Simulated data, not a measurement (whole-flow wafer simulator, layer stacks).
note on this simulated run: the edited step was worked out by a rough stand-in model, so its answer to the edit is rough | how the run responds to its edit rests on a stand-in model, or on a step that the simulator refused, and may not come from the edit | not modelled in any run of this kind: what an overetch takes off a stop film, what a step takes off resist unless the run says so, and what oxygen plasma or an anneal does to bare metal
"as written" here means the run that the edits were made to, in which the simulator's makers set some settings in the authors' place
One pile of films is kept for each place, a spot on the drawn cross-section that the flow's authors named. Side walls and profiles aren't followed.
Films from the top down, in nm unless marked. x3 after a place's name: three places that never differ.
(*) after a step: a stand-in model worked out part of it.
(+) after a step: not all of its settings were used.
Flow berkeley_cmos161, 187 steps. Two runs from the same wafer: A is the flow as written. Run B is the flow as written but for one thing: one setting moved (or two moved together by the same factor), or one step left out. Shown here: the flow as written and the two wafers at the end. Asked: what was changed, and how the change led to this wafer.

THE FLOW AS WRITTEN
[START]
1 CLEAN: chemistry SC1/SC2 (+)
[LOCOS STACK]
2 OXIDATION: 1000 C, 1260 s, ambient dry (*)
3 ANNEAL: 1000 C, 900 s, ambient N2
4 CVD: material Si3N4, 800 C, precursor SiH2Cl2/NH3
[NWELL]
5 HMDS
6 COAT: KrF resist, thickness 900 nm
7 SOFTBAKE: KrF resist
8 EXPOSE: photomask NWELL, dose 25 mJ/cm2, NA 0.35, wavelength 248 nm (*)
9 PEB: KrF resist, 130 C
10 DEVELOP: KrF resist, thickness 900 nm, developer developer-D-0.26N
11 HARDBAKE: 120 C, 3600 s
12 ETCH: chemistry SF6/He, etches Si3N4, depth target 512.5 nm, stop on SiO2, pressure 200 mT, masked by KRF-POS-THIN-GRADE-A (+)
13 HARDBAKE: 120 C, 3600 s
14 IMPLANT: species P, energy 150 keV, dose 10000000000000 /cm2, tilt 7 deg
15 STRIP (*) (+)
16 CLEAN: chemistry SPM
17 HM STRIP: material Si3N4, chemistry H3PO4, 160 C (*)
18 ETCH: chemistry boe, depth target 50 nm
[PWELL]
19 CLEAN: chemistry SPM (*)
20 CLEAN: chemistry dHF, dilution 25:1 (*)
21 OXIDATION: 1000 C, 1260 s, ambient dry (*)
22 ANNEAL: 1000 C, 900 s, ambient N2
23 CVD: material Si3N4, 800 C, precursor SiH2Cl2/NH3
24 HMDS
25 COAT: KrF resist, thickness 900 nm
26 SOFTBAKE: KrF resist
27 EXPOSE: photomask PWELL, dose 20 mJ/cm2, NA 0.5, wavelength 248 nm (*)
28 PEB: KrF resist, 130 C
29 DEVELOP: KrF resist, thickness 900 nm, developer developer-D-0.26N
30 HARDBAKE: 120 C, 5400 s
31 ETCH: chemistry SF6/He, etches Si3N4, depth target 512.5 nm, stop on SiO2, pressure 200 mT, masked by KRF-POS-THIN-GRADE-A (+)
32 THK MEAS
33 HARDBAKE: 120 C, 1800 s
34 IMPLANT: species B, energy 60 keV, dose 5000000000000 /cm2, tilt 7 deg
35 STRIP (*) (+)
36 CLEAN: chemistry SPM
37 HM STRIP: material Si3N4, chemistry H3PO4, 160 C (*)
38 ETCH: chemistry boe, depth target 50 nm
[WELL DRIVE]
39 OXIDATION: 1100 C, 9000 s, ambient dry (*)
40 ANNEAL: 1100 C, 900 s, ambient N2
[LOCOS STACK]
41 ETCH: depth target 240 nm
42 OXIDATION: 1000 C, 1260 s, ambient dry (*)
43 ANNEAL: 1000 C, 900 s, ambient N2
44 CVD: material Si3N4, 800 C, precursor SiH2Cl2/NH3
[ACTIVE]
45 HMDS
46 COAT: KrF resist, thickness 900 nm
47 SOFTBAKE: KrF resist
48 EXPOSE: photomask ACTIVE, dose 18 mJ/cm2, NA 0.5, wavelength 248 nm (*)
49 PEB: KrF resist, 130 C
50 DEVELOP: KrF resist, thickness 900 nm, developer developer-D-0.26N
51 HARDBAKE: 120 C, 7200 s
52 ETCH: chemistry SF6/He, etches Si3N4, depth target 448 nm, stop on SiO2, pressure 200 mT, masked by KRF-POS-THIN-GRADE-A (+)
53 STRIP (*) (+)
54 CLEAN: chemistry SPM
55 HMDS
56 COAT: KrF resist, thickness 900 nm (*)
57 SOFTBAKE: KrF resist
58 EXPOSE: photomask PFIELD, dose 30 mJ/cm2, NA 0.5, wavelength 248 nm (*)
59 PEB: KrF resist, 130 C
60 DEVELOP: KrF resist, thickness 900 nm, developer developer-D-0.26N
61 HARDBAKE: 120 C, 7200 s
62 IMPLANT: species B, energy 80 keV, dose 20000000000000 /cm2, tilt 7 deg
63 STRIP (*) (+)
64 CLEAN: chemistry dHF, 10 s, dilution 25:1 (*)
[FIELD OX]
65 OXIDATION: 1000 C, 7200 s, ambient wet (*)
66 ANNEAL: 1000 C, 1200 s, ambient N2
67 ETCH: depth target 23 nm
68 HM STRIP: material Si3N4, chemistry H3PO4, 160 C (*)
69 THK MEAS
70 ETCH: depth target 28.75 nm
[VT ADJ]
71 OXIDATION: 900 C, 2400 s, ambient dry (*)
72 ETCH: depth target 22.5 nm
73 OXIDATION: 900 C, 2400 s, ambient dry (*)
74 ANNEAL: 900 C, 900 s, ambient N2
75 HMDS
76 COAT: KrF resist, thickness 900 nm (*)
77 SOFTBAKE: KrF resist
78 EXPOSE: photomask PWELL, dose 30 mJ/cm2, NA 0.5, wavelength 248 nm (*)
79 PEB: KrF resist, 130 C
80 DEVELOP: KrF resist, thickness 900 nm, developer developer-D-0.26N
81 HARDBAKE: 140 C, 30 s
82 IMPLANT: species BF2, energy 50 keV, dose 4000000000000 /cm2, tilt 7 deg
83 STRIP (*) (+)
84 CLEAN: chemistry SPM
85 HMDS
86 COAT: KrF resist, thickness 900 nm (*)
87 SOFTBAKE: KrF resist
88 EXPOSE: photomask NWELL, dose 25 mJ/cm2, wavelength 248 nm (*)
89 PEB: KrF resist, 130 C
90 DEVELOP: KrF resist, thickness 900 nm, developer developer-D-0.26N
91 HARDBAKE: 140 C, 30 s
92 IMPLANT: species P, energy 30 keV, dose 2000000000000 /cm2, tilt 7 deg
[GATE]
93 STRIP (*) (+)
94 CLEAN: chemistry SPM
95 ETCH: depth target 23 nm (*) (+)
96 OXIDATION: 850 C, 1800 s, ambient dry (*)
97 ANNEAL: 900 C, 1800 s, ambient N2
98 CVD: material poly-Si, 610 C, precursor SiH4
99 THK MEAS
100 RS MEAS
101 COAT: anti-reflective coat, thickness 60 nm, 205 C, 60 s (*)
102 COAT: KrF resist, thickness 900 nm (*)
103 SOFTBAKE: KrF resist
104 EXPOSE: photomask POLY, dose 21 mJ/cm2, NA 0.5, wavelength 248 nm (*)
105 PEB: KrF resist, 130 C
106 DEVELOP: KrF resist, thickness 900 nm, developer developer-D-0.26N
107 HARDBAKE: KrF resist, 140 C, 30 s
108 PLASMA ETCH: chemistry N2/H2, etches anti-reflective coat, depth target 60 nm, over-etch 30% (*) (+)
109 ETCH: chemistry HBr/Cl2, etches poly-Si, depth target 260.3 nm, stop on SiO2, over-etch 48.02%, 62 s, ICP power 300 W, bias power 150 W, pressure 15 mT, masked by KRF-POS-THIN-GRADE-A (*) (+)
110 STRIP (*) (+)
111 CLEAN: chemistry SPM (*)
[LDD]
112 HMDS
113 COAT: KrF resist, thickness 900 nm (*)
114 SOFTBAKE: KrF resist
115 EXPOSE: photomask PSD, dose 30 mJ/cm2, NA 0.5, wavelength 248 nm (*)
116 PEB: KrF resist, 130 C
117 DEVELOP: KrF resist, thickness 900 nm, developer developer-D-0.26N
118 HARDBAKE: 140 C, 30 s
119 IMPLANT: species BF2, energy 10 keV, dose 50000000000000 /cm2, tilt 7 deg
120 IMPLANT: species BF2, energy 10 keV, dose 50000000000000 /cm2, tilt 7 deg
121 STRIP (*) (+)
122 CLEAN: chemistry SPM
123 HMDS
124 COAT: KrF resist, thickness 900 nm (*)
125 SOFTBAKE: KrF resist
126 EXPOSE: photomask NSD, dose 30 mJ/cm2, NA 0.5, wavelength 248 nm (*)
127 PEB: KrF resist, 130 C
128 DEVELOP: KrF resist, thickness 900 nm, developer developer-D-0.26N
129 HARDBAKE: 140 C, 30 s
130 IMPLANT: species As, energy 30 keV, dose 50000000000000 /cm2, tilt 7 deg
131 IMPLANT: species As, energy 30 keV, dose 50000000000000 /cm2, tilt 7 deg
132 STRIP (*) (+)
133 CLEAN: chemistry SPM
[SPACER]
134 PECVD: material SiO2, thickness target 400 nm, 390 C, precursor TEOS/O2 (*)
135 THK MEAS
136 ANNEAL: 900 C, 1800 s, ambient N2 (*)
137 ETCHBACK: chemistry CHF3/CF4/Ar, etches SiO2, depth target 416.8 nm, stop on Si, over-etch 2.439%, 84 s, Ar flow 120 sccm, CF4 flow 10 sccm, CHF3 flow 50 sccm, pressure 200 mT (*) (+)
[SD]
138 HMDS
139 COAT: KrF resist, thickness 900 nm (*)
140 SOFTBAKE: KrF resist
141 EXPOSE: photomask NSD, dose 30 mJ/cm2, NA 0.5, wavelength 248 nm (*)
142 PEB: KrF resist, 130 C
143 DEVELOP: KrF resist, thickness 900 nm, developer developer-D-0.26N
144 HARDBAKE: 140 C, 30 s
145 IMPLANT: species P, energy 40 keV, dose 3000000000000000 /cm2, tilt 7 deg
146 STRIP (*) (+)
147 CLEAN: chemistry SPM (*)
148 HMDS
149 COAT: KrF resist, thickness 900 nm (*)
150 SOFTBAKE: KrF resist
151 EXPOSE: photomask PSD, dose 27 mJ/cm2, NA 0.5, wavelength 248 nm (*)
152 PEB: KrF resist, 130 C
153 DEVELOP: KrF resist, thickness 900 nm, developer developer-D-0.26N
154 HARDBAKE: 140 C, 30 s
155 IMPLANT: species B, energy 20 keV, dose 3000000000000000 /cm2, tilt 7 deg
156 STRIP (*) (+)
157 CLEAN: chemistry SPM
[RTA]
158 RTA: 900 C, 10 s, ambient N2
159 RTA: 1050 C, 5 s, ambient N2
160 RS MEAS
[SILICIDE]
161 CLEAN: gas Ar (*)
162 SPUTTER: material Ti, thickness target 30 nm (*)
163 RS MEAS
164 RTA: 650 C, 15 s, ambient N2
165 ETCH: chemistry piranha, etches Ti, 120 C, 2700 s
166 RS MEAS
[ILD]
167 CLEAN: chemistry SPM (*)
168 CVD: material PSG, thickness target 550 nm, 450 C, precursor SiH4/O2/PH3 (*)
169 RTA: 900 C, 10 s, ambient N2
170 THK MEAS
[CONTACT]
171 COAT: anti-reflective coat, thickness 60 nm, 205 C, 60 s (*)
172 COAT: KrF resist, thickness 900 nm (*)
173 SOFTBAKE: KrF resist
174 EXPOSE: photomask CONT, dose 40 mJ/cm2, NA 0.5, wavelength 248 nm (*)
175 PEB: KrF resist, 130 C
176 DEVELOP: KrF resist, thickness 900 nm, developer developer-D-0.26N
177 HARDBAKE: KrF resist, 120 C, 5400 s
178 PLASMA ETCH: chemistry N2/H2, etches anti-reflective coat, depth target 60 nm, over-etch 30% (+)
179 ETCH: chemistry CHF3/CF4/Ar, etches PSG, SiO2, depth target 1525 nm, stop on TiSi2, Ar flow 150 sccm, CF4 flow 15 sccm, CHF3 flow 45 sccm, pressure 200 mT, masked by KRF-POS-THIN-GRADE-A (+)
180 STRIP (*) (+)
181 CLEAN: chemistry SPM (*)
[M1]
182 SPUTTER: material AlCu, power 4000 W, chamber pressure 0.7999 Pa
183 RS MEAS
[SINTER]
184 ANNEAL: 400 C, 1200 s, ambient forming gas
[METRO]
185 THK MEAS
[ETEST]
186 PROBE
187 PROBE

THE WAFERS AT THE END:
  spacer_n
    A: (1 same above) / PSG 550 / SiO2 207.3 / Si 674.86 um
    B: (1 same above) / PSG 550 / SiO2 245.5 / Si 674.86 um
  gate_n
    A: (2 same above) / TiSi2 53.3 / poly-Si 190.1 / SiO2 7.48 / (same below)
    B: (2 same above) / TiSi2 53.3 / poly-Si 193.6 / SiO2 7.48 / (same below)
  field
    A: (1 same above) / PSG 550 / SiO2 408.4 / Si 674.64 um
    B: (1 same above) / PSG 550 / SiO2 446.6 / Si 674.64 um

The cause: step 134, PECVD: thickness target 440 nm was run, where the flow has thickness target 400 nm.

How the change led to this, step by step:
  134 PECVD: material SiO2, thickness target 400 nm, 390 C, precursor TEOS/O2 (*)
      field, sd_n, contact, m1: A SiO2 +400 | B SiO2 +440
      spacer_n, sd_p, spacer_p: A SiO2 +385 | B SiO2 +423.3
      (and at 2 more places)
  136 ANNEAL: 900 C, 1800 s, ambient N2 (*)
      field, sd_n, gate_n, gate_p, contact, m1: A SiO2 -18 | B SiO2 -19.8
      spacer_n, sd_p, spacer_p: A SiO2 -17.3 | B SiO2 -19
  137 ETCHBACK: chemistry CHF3/CF4/Ar, etches SiO2, depth target 416.8 nm, stop on Si, over-etch 2.439%, 84 s, Ar flow 120 sccm, CF4 flow 10 sccm, CHF3 flow 50 sccm, pressure 200 mT (*) (+)
      gate_n, gate_p: A SiO2 -382 (all of it), chemical SiO2 -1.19 (all of it), poly-Si -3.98 | B SiO2 -420.2 (all of it), chemical SiO2 -1.19 (all of it), poly-Si -0.51
      sd_n: A SiO2 -387.9 (all of it) | B SiO2 -426.1 (all of it)
      (and at 3 more places)
  139 COAT: KrF resist, thickness 900 nm (*)
      sd_n: A KrF resist +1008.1 (new film) | B KrF resist +1031.1 (new film)
      spacer_n: A KrF resist +816.8 (new film) | B KrF resist +799.7 (new film)
      (and at 2 more places)
  143 DEVELOP: KrF resist, thickness 900 nm, developer developer-D-0.26N
      sd_n: A KrF resist -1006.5 (all of it) | B KrF resist -1029.4 (all of it)
      spacer_n: A KrF resist -815.5 (all of it) | B KrF resist -798.4 (all of it)
      (and at 1 more place)
  144 HARDBAKE: 140 C, 30 s
      spacer_p: A KrF resist -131 | B KrF resist -127.8
  146 STRIP (*) (+)
      spacer_p: A KrF resist -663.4 (all of it) | B KrF resist -646.8 (all of it)
  149 COAT: KrF resist, thickness 900 nm (*)
      sd_n: A KrF resist +1007.8 (new film) | B KrF resist +1030.7 (new film)
      spacer_n: A KrF resist +817.1 (new film) | B KrF resist +799.3 (new film)
      (and at 2 more places)
  153 DEVELOP: KrF resist, thickness 900 nm, developer developer-D-0.26N
      spacer_p: A KrF resist -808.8 (all of it) | B KrF resist -788.7 (all of it)
  154 HARDBAKE: 140 C, 30 s
      sd_n: A KrF resist -163 | B KrF resist -166.7
      spacer_n: A KrF resist -132.2 | B KrF resist -129.3
      (and at 1 more place)
  156 STRIP (*) (+)
      gate_n: A KrF resist -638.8 (all of it), chemical SiO2 +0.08 | B KrF resist -653 (all of it), chemical SiO2 +0.08, poly-Si -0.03
      sd_n: A KrF resist -828.9 (all of it), chemical SiO2 +0.08 | B KrF resist -848.1 (all of it), chemical SiO2 +0.08
      (and at 2 more places)
  171 COAT: anti-reflective coat, thickness 60 nm, 205 C, 60 s (*)
      sd_n: A anti-reflective coat +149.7 (new film) | B anti-reflective coat +182.6 (new film)
      spacer_n: A anti-reflective coat +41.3 (new film) | B anti-reflective coat +36.6 (new film)
      (and at 5 more places)
  172 COAT: KrF resist, thickness 900 nm (*)
      sd_p: A KrF resist +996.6 (new film) | B KrF resist +1017.5 (new film)
  180 STRIP (*) (+)
      sd_n: A KrF resist -692.5 (all of it), anti-reflective coat -149.7 (all of it) | B KrF resist -685 (all of it), anti-reflective coat -182.6 (all of it)
      spacer_n: A KrF resist -635.2 (all of it), anti-reflective coat -41.3 (all of it) | B KrF resist -633.8 (all of it), anti-reflective coat -36.6 (all of it)
      (and at 5 more places)
  182 SPUTTER: material AlCu, power 4000 W, chamber pressure 0.7999 Pa
      sd_p: A AlCu +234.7 (new film) | B AlCu +225.5 (new film)
